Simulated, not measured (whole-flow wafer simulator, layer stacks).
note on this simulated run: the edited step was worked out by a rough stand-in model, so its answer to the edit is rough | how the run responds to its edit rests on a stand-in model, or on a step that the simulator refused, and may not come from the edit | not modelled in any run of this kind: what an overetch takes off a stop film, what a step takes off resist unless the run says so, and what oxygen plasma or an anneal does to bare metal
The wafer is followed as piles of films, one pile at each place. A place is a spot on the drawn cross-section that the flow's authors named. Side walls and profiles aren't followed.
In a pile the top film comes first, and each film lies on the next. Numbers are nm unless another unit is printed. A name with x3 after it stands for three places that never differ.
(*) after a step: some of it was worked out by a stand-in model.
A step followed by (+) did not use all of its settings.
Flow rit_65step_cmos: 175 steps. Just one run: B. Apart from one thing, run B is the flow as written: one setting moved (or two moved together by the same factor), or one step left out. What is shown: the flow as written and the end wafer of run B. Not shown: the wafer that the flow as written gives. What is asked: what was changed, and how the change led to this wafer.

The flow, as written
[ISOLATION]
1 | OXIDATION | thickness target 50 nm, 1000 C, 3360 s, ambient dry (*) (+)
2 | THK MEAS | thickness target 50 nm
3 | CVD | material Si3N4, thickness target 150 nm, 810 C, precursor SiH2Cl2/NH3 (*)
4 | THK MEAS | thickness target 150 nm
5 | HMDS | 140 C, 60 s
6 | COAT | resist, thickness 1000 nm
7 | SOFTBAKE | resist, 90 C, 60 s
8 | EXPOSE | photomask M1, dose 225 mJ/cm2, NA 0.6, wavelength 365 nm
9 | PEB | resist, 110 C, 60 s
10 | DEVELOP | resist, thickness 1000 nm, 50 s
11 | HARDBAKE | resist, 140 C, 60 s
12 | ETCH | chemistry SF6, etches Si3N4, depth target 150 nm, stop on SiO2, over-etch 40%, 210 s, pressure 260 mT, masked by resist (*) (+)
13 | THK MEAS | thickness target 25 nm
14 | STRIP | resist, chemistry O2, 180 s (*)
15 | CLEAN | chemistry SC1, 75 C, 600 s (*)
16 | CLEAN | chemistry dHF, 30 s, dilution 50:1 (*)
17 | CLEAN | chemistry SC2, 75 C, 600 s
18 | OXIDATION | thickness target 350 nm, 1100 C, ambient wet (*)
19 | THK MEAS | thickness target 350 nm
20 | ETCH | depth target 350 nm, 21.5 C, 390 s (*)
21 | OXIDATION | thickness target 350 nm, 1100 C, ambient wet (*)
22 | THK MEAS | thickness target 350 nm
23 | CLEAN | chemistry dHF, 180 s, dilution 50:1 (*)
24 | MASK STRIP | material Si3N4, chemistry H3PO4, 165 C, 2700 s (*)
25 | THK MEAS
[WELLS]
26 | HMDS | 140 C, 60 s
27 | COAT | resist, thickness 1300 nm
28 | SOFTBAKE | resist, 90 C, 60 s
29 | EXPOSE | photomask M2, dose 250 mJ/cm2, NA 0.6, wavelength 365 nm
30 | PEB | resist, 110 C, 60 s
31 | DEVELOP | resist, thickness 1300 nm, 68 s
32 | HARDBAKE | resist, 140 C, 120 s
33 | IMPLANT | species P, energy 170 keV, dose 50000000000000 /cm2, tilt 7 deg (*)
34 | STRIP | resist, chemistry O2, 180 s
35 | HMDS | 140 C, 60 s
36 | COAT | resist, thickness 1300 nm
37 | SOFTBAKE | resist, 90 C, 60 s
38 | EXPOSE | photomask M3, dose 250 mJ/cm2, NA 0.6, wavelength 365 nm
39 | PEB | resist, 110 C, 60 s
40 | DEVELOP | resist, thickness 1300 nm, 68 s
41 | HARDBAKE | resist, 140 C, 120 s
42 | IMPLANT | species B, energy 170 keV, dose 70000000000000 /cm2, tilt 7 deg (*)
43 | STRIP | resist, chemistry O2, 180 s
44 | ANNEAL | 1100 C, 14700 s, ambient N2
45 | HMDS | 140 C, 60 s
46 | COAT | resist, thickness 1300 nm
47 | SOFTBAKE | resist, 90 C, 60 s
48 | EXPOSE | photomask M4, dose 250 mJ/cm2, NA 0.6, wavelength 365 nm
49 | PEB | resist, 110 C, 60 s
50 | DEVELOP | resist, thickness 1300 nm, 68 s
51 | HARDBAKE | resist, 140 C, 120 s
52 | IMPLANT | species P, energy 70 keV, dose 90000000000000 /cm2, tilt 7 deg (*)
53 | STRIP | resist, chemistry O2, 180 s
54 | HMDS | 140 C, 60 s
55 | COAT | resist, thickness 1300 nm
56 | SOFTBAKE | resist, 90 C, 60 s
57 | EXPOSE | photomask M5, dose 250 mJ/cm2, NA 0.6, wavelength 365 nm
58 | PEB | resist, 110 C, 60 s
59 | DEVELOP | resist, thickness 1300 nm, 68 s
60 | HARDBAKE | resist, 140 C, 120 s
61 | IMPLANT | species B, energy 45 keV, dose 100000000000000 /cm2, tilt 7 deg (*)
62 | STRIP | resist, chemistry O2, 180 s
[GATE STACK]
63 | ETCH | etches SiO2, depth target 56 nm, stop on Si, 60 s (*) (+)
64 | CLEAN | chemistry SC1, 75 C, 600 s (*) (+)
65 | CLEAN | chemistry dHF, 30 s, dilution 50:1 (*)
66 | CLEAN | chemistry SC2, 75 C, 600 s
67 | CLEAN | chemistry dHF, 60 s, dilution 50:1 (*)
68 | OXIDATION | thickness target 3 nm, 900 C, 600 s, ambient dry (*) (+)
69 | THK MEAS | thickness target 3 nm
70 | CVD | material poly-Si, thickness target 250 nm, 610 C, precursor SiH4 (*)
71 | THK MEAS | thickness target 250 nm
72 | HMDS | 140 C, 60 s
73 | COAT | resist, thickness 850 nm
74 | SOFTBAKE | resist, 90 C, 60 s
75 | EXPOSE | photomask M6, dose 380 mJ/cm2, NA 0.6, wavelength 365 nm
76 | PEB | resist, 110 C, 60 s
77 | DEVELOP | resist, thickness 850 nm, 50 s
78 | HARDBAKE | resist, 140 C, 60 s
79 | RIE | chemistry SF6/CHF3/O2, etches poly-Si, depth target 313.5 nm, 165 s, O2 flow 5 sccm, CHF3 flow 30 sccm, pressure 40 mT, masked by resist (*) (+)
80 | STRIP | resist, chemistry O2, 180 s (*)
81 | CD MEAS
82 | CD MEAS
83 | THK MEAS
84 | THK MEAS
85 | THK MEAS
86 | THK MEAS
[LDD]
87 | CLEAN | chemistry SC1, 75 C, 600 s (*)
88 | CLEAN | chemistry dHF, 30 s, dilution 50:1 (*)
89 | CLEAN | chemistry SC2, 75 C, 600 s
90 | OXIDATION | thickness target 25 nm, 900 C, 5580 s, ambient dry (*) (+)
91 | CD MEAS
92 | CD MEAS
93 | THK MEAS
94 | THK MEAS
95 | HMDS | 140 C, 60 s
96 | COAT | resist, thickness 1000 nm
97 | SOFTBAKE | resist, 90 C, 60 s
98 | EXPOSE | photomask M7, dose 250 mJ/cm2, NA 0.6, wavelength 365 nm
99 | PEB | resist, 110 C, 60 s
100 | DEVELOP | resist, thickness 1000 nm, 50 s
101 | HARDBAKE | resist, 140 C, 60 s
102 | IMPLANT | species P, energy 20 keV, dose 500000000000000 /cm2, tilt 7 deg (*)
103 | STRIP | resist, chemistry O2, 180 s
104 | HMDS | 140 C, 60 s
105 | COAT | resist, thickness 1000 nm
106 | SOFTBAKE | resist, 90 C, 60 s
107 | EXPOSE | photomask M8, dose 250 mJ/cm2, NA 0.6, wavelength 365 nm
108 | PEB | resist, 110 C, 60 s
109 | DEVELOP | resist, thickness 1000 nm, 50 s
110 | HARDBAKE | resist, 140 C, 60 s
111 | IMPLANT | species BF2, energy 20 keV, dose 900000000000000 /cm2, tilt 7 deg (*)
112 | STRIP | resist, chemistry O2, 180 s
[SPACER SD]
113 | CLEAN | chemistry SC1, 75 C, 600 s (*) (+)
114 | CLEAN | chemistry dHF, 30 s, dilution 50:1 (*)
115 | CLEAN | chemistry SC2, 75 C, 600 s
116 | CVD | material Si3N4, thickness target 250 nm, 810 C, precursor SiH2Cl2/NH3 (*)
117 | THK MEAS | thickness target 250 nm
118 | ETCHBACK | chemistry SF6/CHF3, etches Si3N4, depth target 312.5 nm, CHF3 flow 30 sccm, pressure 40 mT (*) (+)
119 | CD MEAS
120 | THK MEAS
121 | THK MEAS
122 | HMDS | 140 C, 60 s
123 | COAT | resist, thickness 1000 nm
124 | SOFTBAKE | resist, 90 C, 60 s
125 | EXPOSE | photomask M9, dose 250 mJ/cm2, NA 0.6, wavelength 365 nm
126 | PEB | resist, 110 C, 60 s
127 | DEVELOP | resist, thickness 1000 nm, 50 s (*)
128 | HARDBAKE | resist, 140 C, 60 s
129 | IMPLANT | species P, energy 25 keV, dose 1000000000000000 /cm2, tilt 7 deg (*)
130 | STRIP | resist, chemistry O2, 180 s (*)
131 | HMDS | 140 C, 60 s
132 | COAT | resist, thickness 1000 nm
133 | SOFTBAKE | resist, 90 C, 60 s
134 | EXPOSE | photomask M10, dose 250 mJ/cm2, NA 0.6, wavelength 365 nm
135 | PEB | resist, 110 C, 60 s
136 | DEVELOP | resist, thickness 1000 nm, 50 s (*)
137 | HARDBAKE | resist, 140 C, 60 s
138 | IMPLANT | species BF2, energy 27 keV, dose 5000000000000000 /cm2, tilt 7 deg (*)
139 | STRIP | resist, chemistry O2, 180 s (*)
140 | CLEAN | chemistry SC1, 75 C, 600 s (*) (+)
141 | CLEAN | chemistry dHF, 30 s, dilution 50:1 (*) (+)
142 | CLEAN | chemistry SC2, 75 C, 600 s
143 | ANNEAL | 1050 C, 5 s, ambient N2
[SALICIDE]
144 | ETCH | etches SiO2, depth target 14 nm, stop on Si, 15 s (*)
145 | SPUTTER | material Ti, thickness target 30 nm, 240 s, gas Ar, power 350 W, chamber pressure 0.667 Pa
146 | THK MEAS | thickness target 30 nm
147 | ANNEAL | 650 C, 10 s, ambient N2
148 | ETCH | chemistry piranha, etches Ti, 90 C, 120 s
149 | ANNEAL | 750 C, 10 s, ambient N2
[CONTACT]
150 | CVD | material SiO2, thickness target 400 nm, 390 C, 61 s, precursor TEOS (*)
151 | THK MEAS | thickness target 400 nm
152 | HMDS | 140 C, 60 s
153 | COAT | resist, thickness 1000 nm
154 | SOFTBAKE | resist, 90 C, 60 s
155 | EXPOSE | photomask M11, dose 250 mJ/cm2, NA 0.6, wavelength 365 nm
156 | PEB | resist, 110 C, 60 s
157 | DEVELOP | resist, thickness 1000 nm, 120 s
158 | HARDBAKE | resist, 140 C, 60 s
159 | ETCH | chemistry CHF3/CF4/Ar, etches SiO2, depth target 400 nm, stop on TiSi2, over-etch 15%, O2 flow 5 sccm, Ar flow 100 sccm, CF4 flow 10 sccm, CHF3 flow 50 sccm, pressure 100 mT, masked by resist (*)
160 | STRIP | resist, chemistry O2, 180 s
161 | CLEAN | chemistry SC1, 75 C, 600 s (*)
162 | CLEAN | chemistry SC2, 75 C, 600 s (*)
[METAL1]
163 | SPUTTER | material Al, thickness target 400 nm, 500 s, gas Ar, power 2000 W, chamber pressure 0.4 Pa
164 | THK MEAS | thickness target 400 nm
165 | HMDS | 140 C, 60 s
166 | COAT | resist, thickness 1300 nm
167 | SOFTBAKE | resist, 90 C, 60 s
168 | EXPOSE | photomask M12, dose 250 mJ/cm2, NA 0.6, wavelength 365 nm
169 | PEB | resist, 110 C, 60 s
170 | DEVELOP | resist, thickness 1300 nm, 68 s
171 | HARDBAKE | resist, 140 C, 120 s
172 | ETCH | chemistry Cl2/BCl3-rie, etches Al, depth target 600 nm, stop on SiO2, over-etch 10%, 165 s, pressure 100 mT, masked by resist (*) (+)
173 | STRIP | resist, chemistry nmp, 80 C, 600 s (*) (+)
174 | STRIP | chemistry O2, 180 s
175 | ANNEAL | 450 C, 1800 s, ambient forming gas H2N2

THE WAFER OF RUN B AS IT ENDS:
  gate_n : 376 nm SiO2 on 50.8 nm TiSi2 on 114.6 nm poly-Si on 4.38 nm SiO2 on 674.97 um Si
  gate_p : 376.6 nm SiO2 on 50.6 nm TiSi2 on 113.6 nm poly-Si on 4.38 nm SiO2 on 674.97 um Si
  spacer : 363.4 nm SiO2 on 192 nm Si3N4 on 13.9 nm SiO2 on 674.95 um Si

What caused this: step 68, OXIDATION: 240 s was run, though the flow has 600 s.

How this came from the change, step by step:
  68 | OXIDATION | thickness target 3 nm, 900 C, 600 s, ambient dry (*) (+)
      active_n, active_p, gate_n and 7 more: SiO2 gains 4.38 (new film), Si loses 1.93 (as written it would have been: SiO2 gains 7.17 (new film), Si loses 3.16)
  79 | RIE | chemistry SF6/CHF3/O2, etches poly-Si, depth target 313.5 nm, 165 s, O2 flow 5 sccm, CHF3 flow 30 sccm, pressure 40 mT, masked by resist (*) (+)
      active_n, active_p, spacer, spacer_p, sd_n, sd_p, contact, m1: poly-Si loses 250 (all of it), SiO2 loses 4.38 (all of it) (as written it would have been: poly-Si loses 250 (all of it), SiO2 loses 7.17 (all of it))
  118 | ETCHBACK | chemistry SF6/CHF3, etches Si3N4, depth target 312.5 nm, CHF3 flow 30 sccm, pressure 40 mT (*) (+)
      spacer, spacer_p: Si3N4 loses 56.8 (as written it would have been: Si3N4 loses 54)
